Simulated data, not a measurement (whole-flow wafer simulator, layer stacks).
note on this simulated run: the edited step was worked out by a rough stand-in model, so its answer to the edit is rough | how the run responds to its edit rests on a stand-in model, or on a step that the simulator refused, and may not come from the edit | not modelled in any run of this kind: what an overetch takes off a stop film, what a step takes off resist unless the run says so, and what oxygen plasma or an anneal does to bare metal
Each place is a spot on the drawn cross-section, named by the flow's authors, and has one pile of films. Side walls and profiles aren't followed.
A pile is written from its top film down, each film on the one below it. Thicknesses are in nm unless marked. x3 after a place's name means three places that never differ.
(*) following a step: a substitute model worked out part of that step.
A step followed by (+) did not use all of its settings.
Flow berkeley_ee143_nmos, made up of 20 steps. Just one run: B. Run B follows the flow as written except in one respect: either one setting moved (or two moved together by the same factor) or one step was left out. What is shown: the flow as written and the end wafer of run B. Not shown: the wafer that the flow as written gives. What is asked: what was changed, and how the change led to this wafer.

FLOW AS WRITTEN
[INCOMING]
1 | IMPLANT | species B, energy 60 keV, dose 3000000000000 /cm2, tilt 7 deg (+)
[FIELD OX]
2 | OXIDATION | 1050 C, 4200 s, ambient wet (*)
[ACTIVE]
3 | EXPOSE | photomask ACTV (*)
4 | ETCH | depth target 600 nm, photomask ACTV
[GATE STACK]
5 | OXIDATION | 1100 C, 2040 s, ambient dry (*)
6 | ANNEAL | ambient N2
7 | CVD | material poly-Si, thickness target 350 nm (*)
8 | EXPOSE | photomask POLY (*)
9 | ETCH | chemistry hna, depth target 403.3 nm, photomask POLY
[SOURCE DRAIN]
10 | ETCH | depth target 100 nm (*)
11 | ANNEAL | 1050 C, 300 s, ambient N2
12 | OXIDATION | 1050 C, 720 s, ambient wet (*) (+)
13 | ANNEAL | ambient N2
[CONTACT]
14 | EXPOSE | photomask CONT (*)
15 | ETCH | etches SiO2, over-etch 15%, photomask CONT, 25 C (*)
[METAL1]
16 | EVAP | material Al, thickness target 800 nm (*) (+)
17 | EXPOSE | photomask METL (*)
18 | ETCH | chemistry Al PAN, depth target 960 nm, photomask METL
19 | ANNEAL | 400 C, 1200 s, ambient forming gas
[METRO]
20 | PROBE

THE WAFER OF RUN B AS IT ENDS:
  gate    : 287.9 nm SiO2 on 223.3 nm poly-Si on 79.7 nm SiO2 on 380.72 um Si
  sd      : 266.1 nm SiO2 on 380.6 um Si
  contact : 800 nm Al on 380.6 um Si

What caused this: step 12, OXIDATION: 1102 C was run, whereas the flow has 1050 C.

How this came from the change, step by step:
  12 | OXIDATION | 1050 C, 720 s, ambient wet (*) (+)
      sd, contact: SiO2 gains 266.1 (new film), Si loses 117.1 (it would be, as written: SiO2 gains 189.4 (new film), Si loses 83.4)
      gate: SiO2 gains 287.9 (new film), poly-Si loses 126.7 (it would be, as written: SiO2 gains 217.6 (new film), poly-Si loses 95.7)
      (as well as at 1 more place)
  15 | ETCH | etches SiO2, over-etch 15%, photomask CONT, 25 C (*)
      contact: SiO2 loses 266.1 (all of it) (it would be, as written: SiO2 loses 189.4 (all of it))
